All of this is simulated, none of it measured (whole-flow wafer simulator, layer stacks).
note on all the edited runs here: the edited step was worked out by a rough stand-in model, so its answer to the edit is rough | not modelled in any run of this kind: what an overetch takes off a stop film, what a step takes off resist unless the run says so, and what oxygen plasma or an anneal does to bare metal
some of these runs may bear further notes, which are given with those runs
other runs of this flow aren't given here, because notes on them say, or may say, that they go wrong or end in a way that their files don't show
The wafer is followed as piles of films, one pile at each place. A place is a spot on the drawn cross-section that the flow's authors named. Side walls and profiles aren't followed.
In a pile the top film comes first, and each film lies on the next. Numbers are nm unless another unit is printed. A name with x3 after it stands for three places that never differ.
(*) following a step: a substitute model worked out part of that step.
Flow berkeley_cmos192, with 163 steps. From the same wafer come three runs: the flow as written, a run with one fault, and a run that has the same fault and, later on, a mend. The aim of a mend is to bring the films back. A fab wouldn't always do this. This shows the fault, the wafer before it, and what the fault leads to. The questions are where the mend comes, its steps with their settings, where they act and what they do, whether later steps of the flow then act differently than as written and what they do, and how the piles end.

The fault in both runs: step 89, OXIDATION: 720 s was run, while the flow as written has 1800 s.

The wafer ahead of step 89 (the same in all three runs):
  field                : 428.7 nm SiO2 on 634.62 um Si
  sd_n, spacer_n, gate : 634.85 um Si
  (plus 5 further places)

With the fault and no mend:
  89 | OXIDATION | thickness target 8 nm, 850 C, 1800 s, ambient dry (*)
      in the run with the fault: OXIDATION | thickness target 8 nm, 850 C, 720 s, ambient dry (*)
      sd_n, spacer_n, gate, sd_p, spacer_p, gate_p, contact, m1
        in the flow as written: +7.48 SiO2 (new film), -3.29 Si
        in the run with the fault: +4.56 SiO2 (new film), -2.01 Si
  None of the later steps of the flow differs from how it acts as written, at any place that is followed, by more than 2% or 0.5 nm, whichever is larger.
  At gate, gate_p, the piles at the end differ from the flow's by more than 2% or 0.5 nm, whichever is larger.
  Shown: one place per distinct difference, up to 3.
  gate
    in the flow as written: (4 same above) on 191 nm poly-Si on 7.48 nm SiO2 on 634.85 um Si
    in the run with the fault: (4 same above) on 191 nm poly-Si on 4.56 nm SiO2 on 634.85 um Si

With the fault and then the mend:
  The mend follows step 89.
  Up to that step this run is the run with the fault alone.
  89a | OXIDATION | thickness target 8 nm, 850 C, 1080 s, ambient dry (*) (the flow's step 89 again, with other settings)
      sd_n, spacer_n, gate, sd_p, spacer_p, gate_p, contact, m1
        +2.92 SiO2, -1.28 Si
      field
        +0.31 SiO2, -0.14 Si
  None of the later steps of the flow acts differently than as written at any place that is followed.
  By the end, the piles equal the flow's at every place that both follow.
